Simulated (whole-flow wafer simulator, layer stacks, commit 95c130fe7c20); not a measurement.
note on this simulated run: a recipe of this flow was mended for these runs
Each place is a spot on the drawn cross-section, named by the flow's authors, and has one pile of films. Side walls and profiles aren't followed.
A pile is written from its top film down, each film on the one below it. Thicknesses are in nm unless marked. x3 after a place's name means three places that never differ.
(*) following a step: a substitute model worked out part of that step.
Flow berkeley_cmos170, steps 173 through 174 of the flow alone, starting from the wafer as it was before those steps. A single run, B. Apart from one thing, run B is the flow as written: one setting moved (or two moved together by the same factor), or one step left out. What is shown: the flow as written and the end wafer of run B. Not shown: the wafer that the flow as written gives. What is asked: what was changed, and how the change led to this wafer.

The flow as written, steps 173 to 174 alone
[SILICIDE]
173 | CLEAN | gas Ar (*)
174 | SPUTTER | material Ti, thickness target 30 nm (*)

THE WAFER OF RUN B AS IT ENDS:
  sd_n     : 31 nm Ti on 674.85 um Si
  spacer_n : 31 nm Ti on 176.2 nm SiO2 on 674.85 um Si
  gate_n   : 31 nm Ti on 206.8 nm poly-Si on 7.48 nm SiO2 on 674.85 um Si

The reason: step 174, SPUTTER: thickness target 31 nm was run, while the flow as written has thickness target 30 nm.
The wafer lets one read it off: sd_n has Ti 31, and step 174 as written asks for 30 nm.

The path from the change to this, step by step:
  174 | SPUTTER | material Ti, thickness target 30 nm (*)
      field, mark, sd_n and 10 more: Ti gains 31 (new film) (as written it would have been: Ti gains 30 (new film))
